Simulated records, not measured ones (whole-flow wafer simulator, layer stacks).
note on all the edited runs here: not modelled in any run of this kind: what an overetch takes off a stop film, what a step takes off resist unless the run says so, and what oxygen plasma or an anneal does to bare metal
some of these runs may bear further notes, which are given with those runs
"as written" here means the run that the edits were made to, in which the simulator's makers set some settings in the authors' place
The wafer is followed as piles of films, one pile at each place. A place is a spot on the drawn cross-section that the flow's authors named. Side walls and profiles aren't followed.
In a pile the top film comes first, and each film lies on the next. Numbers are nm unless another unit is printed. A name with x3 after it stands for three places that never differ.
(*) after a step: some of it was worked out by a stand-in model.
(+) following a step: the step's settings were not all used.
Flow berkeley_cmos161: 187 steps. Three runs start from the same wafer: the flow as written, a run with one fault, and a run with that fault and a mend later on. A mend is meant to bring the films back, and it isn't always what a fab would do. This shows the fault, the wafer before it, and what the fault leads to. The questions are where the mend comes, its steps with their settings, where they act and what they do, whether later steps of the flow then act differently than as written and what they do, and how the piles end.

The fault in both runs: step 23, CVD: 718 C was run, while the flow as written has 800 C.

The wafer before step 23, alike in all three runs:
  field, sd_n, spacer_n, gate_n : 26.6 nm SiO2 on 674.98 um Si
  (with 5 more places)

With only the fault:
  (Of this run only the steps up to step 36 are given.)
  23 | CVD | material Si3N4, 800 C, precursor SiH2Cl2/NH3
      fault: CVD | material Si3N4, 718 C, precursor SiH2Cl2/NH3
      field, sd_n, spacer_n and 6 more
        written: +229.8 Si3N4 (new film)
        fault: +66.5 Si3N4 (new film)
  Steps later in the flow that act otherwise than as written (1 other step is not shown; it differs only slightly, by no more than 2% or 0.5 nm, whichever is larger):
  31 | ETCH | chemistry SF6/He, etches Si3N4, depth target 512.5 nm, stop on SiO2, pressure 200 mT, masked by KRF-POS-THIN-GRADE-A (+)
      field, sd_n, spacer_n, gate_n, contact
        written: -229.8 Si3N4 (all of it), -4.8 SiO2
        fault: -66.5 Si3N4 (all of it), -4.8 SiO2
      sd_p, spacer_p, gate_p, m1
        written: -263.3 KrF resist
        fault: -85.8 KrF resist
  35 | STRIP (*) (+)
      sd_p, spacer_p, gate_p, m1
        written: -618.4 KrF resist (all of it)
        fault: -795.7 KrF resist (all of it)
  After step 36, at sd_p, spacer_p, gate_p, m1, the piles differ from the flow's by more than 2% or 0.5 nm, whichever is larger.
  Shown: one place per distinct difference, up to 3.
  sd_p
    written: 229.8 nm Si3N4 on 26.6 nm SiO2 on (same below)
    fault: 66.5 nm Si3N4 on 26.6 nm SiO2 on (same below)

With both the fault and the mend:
  The mend follows step 23.
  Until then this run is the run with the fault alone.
  23a | ETCH | chemistry h3po4, depth target 76.48 nm
      field, sd_n, spacer_n and 6 more
        -66.5 Si3N4 (all of it)
  23b | CLEAN | chemistry SPM (the flow's step 16 again)
      alters no film at any place that is followed
  23c | CVD | material Si3N4, 800 C, precursor SiH2Cl2/NH3 (the flow's step 23 again)
      field, sd_n, spacer_n and 6 more
        +229.8 Si3N4 (new film)
  Later steps of the flow that are run all act as written at every place that is followed.
  The piles end the same as the flow's at every place that both follow.
